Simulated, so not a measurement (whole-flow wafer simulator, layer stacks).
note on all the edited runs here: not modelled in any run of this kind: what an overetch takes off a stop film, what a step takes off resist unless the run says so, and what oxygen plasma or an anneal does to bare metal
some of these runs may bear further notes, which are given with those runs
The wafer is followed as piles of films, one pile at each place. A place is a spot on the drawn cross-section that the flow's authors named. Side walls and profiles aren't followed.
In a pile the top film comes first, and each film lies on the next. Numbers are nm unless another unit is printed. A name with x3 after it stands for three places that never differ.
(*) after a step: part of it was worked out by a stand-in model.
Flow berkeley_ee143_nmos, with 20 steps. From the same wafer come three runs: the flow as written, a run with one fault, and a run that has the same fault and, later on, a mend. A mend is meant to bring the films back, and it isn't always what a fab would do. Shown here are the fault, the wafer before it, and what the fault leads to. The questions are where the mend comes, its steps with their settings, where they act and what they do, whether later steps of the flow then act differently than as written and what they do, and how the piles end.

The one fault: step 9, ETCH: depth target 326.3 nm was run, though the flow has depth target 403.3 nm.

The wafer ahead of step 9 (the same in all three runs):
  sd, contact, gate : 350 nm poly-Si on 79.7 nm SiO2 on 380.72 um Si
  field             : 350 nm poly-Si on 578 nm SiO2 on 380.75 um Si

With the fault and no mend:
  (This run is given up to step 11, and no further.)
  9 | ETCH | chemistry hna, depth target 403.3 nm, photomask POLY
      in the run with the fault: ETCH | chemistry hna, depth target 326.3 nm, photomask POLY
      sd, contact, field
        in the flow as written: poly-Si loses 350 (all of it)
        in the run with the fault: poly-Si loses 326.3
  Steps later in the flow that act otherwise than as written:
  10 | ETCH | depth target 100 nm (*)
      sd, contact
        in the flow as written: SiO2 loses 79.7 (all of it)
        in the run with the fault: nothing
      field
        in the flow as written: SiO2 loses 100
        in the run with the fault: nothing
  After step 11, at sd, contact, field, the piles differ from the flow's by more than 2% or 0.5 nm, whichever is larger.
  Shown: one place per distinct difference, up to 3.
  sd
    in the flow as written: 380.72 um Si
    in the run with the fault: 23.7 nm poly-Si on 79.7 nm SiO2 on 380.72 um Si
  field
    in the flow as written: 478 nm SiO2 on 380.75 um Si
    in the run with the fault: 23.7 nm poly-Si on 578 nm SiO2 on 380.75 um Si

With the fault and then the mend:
  The mend stands after step 9.
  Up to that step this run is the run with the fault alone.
  9a | ETCH | chemistry hna, depth target 77.04 nm, photomask POLY (a further turn of the flow's step 9, with different settings)
      sd, contact, field
        poly-Si loses 23.7 (all of it)
  Every later step of the flow that is run acts as written at every place that is followed.
  The piles end the same as the flow's at every place that both follow.
